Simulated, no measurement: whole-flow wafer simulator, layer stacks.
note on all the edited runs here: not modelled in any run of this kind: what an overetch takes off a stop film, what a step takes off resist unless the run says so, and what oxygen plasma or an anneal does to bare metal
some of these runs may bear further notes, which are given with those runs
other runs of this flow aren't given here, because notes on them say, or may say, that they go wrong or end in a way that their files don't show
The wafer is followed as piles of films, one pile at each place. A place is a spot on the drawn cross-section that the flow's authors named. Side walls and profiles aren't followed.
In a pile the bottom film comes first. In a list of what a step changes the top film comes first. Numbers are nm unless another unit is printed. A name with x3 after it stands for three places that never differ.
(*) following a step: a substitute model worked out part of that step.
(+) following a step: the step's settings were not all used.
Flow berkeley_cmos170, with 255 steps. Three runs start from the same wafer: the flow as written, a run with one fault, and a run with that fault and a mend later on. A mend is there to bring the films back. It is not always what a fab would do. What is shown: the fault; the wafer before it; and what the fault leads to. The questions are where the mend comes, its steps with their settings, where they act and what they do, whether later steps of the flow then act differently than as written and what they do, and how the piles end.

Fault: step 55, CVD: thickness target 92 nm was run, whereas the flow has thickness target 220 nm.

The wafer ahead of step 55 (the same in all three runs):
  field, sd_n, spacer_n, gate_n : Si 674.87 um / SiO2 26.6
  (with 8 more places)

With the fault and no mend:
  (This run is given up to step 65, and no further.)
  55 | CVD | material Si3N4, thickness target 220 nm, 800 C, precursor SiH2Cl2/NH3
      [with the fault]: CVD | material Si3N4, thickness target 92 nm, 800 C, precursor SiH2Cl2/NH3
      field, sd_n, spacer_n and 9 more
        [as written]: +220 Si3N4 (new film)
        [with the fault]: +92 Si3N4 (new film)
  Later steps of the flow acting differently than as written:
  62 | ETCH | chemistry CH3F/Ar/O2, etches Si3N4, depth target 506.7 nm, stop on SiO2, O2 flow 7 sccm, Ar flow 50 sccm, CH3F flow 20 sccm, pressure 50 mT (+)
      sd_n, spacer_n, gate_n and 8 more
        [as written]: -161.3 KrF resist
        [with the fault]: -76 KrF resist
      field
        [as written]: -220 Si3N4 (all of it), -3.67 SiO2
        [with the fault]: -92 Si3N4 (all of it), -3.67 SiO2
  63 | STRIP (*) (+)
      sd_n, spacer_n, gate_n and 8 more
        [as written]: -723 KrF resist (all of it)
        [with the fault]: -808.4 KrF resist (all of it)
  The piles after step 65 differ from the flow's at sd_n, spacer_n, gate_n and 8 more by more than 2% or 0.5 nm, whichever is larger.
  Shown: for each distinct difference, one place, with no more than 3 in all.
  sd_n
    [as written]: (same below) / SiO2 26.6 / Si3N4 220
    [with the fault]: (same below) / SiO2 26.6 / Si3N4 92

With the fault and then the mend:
  The mend follows step 55.
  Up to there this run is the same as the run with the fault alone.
  55a | ETCH | chemistry h3po4, depth target 105.8 nm
      field, sd_n, spacer_n and 9 more
        -92 Si3N4 (all of it)
  55b | CLEAN | chemistry SPM
      leaves every film unchanged at each place that is followed
  55c | CVD | material Si3N4, thickness target 220 nm, 800 C, precursor SiH2Cl2/NH3 (the flow's step 55, run once more)
      field, sd_n, spacer_n and 9 more
        +220 Si3N4 (new film)
  Later steps of the flow that are run all act as written at every place that is followed.
  The piles end the same as the flow's at every place that both follow.
